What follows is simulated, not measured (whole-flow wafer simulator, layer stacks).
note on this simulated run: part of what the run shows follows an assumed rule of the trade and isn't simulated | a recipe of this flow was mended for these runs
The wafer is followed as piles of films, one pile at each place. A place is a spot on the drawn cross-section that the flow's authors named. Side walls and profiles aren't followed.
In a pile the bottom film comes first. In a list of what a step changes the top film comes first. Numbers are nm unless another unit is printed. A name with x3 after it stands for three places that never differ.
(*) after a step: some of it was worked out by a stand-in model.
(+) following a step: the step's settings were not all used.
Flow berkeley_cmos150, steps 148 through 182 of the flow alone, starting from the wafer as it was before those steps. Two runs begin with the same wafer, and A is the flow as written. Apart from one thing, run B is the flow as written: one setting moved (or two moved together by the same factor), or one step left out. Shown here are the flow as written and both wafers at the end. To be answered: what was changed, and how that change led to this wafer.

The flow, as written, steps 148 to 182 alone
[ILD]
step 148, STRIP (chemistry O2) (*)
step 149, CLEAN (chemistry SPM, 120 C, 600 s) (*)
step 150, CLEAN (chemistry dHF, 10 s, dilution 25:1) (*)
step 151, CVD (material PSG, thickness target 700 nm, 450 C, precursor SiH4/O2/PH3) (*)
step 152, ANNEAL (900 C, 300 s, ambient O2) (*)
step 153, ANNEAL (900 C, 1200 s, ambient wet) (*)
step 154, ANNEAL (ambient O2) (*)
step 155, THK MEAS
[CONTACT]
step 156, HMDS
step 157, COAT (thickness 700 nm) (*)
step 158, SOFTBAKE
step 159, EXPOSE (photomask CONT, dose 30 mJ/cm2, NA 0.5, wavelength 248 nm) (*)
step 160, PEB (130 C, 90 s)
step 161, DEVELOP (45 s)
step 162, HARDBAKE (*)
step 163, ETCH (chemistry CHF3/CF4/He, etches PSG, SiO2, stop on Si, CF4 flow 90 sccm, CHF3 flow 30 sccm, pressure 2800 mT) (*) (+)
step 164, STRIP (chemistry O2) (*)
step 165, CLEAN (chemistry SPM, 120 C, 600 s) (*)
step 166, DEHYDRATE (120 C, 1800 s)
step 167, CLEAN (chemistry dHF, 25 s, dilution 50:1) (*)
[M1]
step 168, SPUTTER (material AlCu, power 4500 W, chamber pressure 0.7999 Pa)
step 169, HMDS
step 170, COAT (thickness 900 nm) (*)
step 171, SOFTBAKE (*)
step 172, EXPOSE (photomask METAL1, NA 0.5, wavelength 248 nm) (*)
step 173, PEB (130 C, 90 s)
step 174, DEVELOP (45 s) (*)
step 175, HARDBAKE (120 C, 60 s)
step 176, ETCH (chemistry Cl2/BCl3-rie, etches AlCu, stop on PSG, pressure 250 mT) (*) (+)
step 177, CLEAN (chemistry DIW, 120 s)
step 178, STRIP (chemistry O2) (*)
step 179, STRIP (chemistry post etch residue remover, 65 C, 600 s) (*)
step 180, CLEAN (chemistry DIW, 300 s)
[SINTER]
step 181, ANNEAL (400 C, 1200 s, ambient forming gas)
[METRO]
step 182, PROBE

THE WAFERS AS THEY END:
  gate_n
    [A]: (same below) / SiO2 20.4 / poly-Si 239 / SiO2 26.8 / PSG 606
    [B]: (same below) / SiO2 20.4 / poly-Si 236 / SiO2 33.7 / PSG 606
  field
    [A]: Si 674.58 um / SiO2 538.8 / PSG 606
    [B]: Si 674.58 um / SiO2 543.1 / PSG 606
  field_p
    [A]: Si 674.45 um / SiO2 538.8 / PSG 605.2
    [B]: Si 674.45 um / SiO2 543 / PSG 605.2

The reason: step 153, ANNEAL: 1515 s was run, while the flow as written has 1200 s.

Step by step, how the change led to this:
  step 153, ANNEAL (900 C, 1200 s, ambient wet) (*)
      sd_n, contact, m1: A -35 PSG, +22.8 SiO2, -10 Si | B -35 PSG, +28.7 SiO2, -12.6 Si
      field, field_p: A -35 PSG, +16.3 SiO2, -7.15 Si | B -35 PSG, +20.5 SiO2, -9.02 Si
      (as well as at 3 more places)
  step 163, ETCH (chemistry CHF3/CF4/He, etches PSG, SiO2, stop on Si, CF4 flow 90 sccm, CHF3 flow 30 sccm, pressure 2800 mT) (*) (+)
      contact: A -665 PSG (all of it), -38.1 SiO2 (all of it), -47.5 Si | B -665 PSG (all of it), -44 SiO2 (all of it), -47.5 Si
